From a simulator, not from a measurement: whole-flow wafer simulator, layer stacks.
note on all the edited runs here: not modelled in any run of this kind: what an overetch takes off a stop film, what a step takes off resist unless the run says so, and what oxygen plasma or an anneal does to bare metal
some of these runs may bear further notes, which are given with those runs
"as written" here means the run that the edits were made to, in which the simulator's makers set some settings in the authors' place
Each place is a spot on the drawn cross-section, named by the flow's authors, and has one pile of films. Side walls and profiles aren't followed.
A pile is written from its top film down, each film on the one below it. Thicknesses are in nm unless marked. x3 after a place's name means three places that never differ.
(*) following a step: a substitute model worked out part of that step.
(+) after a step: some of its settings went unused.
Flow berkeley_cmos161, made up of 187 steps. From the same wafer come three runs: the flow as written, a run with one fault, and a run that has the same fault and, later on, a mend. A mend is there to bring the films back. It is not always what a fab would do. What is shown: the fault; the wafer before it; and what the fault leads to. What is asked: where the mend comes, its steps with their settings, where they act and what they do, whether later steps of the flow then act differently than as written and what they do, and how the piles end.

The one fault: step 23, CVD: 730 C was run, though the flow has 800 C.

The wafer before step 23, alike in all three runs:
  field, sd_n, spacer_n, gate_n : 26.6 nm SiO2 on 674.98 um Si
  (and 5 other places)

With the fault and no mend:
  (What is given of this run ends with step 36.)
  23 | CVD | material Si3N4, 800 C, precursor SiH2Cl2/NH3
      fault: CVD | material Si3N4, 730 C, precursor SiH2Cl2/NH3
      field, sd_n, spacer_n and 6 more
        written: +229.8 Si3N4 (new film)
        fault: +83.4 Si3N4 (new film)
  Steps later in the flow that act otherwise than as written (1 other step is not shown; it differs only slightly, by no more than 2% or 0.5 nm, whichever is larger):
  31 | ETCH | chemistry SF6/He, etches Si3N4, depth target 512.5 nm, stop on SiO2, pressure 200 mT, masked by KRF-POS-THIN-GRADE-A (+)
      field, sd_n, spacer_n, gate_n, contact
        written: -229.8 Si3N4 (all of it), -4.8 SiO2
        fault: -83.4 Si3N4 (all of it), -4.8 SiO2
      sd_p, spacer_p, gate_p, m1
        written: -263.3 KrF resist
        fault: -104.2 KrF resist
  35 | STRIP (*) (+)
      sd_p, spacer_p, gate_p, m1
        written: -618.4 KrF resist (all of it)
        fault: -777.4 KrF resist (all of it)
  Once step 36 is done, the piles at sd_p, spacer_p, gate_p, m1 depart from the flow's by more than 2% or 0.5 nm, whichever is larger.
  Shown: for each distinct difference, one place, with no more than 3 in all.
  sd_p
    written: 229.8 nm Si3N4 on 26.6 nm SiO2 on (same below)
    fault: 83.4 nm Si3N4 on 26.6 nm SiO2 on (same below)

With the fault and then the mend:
  The mend follows step 30.
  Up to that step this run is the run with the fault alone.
  30a | STRIP (*) (+)
      sd_p, spacer_p, gate_p, m1
        -882 KrF resist (all of it)
  30b | CLEAN | chemistry SPM (the flow's step 16 again)
      alters no film at any place that is followed
  30c | CVD | material Si3N4, 800 C, precursor SiH2Cl2/NH3 (the flow's step 23 again, with other settings that aren't printed)
      field, sd_n, spacer_n and 6 more
        +146.4 Si3N4
  30d | HMDS (the flow's step 24 again)
      alters no film at any place that is followed
  30e | COAT | KrF resist, thickness 900 nm (the flow's step 25 again)
      field, sd_n, spacer_n and 6 more
        +900 KrF resist (new film)
  30f | SOFTBAKE | KrF resist (the flow's step 26 again)
      alters no film at any place that is followed
  30g | EXPOSE | photomask PWELL, dose 20 mJ/cm2, NA 0.5, wavelength 248 nm (*) (the flow's step 27 again)
      alters no film at any place that is followed
  30h | PEB | KrF resist, 130 C (the flow's step 28 again)
      field, sd_n, spacer_n and 6 more
        -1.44 KrF resist
  30i | DEVELOP | KrF resist, thickness 900 nm, developer developer-D-0.26N (the flow's step 29 again)
      field, sd_n, spacer_n, gate_n, contact
        -898.6 KrF resist (all of it)
      sd_p, spacer_p, gate_p, m1
        -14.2 KrF resist
  30j | HARDBAKE | 120 C, 5400 s (the flow's step 30 again)
      sd_p, spacer_p, gate_p, m1
        -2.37 KrF resist
  None of the later steps of the flow differs from how it acts as written, at any place that is followed, by more than 2% or 0.5 nm, whichever is larger.
  At every place that both follow, the piles at the end match the flow's.
